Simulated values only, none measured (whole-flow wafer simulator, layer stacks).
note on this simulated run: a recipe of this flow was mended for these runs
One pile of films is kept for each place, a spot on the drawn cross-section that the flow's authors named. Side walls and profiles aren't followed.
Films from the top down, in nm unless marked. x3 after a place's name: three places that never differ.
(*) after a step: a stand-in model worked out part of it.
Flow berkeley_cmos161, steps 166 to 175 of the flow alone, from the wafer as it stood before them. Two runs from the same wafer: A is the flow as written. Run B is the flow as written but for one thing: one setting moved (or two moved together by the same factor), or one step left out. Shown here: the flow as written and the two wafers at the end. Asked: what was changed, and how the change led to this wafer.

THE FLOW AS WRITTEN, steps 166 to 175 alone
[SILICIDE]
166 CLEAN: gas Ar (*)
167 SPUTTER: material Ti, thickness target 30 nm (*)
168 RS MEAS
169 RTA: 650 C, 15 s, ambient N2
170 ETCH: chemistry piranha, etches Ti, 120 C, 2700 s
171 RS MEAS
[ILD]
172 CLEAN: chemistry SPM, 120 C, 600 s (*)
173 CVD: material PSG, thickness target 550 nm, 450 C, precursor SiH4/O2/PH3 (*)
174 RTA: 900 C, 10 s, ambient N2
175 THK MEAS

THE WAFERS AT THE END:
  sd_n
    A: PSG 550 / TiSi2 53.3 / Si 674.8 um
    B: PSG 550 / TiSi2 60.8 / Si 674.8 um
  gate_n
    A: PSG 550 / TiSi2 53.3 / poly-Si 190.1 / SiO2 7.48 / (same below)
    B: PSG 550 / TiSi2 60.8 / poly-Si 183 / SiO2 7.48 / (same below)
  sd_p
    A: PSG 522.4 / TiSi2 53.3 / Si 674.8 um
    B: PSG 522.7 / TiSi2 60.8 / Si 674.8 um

The cause: step 167, SPUTTER: thickness target 34 nm was run, where the flow has thickness target 30 nm.

How the change led to this, step by step:
  167 SPUTTER: material Ti, thickness target 30 nm (*)
      field, sd_n, spacer_n, gate_n, sd_p, spacer_p, gate_p, contact x2: A Ti +30 (new film) | B Ti +34 (new film)
  169 RTA: 650 C, 15 s, ambient N2
      sd_n, sd_p, contact x2: A Ti -23.4, TiSi first +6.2 (new film), TiSi2 C49 +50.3 (new film), Si -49 | B Ti -26.5, TiSi first +14.4 (new film), TiSi2 C49 +46 (new film), Si -50.6
      gate_n, gate_p: A Ti -23.4, TiSi first +6.2 (new film), TiSi2 C49 +50.3 (new film), poly-Si -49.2 | B Ti -26.5, TiSi first +14.4 (new film), TiSi2 C49 +46 (new film), poly-Si -50.8
  170 ETCH: chemistry piranha, etches Ti, 120 C, 2700 s
      sd_n, gate_n, sd_p, gate_p, contact x2: A Ti -6.6 (all of it), TiSi first -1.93 | B Ti -7.48 (all of it), TiSi first -1.93
      field, spacer_n, spacer_p: A Ti -30 (all of it) | B Ti -34 (all of it)
  174 RTA: 900 C, 10 s, ambient N2
      sd_n, sd_p, contact x2: A under 1 film: TiSi2 +53.3 (new film), TiSi first -4.27 (all of it), TiSi2 C49 -50.3 (all of it), Si -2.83 | B under 1 film: TiSi2 +60.8 (new film), TiSi first -12.5 (all of it), TiSi2 C49 -46 (all of it), Si -8.3
      gate_n, gate_p: A under 1 film: TiSi2 +53.3 (new film), TiSi first -4.27 (all of it), TiSi2 C49 -50.3 (all of it), poly-Si -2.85 | B under 1 film: TiSi2 +60.8 (new film), TiSi first -12.5 (all of it), TiSi2 C49 -46 (all of it), poly-Si -8.33
